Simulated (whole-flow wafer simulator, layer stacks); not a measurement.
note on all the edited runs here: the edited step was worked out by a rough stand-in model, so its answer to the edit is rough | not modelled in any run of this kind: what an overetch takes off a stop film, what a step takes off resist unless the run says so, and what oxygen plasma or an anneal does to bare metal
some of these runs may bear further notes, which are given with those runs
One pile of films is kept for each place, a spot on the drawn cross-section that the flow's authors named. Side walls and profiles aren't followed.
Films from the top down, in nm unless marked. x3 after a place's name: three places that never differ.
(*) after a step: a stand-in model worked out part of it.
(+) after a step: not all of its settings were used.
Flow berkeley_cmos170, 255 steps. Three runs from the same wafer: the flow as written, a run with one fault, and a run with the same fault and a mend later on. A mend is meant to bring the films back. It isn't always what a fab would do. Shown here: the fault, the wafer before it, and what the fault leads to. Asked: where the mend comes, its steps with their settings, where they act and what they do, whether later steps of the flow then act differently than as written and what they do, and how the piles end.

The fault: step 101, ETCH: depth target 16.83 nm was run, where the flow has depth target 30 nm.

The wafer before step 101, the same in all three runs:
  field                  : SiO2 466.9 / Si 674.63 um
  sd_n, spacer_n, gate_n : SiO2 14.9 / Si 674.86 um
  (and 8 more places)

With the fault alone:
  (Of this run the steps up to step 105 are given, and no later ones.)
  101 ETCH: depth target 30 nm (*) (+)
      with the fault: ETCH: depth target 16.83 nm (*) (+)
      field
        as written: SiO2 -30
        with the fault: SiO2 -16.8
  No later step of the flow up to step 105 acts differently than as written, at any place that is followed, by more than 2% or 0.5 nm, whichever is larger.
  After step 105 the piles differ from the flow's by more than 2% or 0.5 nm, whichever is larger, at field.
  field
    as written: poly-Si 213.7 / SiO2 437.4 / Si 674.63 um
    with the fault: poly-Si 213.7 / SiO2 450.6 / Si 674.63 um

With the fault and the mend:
  The mend comes after step 101.
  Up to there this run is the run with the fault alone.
  101a ETCH: depth target 13.17 nm (*) (+) (the flow's step 101 once more, with other settings)
      field
        SiO2 -13.2
  No later step of the flow acts differently than as written at any place that is followed.
  At the end the piles are the same as the flow's at every place that both follow.
